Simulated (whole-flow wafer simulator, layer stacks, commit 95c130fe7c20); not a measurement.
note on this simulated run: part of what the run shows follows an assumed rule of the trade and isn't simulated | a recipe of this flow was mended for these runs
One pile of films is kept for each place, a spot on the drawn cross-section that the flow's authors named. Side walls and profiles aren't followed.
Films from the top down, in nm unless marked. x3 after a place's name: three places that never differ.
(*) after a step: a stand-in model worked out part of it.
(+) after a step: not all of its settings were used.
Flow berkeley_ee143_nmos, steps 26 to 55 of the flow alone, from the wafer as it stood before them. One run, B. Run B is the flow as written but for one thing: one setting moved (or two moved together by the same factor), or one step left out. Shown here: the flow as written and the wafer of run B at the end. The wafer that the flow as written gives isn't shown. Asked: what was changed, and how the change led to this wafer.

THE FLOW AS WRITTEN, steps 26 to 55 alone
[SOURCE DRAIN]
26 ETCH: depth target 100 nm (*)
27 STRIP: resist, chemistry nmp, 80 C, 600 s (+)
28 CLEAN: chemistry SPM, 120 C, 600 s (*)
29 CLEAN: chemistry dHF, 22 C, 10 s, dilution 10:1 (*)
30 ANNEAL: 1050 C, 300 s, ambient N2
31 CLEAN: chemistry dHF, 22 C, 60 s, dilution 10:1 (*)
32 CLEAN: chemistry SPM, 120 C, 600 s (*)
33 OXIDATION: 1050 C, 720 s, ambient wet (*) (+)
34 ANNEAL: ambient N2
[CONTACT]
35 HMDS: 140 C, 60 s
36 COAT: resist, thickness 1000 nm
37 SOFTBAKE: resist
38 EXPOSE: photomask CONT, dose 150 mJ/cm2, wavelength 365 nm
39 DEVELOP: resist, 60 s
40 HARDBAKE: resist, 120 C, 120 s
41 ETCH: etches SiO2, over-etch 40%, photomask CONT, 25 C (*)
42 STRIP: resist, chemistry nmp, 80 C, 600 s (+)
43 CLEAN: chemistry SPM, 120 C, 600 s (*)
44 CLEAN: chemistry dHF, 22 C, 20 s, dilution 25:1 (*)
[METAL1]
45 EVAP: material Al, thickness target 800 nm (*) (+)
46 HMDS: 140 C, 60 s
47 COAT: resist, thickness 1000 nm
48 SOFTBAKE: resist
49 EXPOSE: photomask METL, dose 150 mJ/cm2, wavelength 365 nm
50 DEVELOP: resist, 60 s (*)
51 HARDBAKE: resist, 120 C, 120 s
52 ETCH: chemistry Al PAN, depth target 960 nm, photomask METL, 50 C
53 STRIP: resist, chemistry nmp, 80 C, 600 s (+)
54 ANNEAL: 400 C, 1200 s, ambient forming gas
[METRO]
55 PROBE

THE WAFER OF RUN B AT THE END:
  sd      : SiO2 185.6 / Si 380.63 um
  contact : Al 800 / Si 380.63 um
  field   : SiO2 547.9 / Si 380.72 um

The cause: step 26, ETCH: depth target 50 nm was run, where the flow has depth target 100 nm.

How the change led to this, step by step:
  26 ETCH: depth target 100 nm (*)
      sd, contact: SiO2 -50 (as written it would be: SiO2 -78.6 (all of it))
      field: SiO2 -50 (as written it would be: SiO2 -100)
  28 CLEAN: chemistry SPM, 120 C, 600 s (*)
      sd, contact: nothing (as written it would be: chemical SiO2 +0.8 (new film), Si -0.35)
  29 CLEAN: chemistry dHF, 22 C, 10 s, dilution 10:1 (*)
      sd, contact: SiO2 -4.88 (as written it would be: chemical SiO2 -0.8 (all of it))
  31 CLEAN: chemistry dHF, 22 C, 60 s, dilution 10:1 (*)
      sd, contact: SiO2 -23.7 (all of it) (as written it would be: nothing)
  33 OXIDATION: 1050 C, 720 s, ambient wet (*) (+)
      field: SiO2 +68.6, Si -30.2 (as written it would be: SiO2 +73.9, Si -32.5)
  36 COAT: resist, thickness 1000 nm
      field: resist +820 (new film) (as written it would be: resist +850.4 (new film))
  40 HARDBAKE: resist, 120 C, 120 s
      field: resist -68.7 (as written it would be: resist -71.4)
  42 STRIP: resist, chemistry nmp, 80 C, 600 s (+)
      field: resist -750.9 (all of it) (as written it would be: resist -778.6 (all of it))
  47 COAT: resist, thickness 1000 nm
      field: resist +825.8 (new film) (as written it would be: resist +854.5 (new film))
  50 DEVELOP: resist, 60 s (*)
      field: resist -825.8 (all of it), Al -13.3 (as written it would be: resist -854.5 (all of it), Al -13.3)
